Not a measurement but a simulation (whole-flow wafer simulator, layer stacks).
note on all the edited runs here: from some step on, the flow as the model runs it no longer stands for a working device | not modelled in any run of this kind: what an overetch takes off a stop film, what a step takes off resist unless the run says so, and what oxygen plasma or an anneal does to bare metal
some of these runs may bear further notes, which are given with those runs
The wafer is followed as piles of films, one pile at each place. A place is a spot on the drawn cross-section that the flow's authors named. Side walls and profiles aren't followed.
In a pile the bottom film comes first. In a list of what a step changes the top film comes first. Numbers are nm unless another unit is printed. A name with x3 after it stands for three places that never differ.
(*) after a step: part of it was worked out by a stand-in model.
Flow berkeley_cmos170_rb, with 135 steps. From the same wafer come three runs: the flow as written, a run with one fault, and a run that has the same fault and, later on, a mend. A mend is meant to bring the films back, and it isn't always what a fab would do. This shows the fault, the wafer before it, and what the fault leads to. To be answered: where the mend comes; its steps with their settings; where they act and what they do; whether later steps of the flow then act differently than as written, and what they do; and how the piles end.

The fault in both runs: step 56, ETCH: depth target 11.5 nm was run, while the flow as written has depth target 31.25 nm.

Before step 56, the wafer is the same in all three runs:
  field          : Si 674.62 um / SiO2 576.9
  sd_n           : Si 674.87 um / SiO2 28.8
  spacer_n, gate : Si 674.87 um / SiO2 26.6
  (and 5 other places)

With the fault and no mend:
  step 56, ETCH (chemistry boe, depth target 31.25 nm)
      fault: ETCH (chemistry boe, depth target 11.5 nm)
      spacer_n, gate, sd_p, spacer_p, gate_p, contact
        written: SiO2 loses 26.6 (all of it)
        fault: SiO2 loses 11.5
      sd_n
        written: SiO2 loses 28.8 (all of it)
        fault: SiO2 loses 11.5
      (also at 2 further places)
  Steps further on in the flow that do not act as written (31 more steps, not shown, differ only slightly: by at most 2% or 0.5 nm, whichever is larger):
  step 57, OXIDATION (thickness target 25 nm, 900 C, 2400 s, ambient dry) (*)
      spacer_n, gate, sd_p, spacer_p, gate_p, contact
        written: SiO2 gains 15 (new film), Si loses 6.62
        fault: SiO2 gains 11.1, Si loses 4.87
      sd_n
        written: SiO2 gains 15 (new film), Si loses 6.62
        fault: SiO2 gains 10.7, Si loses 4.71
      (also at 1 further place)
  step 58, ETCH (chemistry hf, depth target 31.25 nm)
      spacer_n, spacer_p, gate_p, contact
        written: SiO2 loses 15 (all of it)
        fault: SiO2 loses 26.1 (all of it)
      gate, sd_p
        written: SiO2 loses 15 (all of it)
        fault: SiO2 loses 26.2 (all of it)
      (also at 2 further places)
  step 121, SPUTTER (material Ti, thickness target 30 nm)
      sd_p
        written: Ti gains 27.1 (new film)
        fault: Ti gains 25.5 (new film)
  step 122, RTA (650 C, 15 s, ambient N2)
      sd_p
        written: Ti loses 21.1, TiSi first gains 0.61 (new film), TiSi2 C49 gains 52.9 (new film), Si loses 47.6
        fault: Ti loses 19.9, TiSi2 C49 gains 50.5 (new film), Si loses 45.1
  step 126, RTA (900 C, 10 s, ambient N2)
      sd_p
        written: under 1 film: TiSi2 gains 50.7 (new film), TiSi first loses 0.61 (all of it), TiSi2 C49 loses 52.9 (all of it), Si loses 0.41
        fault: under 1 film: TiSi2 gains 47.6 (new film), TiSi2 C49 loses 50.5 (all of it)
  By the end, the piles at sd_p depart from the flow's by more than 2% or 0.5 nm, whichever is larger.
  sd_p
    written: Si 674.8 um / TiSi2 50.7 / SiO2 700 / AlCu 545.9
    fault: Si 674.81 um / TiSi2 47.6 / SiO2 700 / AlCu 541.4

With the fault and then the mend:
  The mend stands after step 56.
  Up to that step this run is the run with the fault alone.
  step 56a, ETCH (chemistry boe, depth target 19.75 nm) (a further turn of the flow's step 56, with different settings)
      spacer_n, gate, sd_p, spacer_p, gate_p, contact
        SiO2 loses 15.1 (all of it)
      field
        SiO2 loses 19.8
      sd_n
        SiO2 loses 17.3 (all of it)
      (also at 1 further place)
  Later steps of the flow that are run all act as written at every place that is followed, up to a difference of at most 2% or 0.5 nm, whichever is larger.
  The piles end the same as the flow's at every place that both follow.
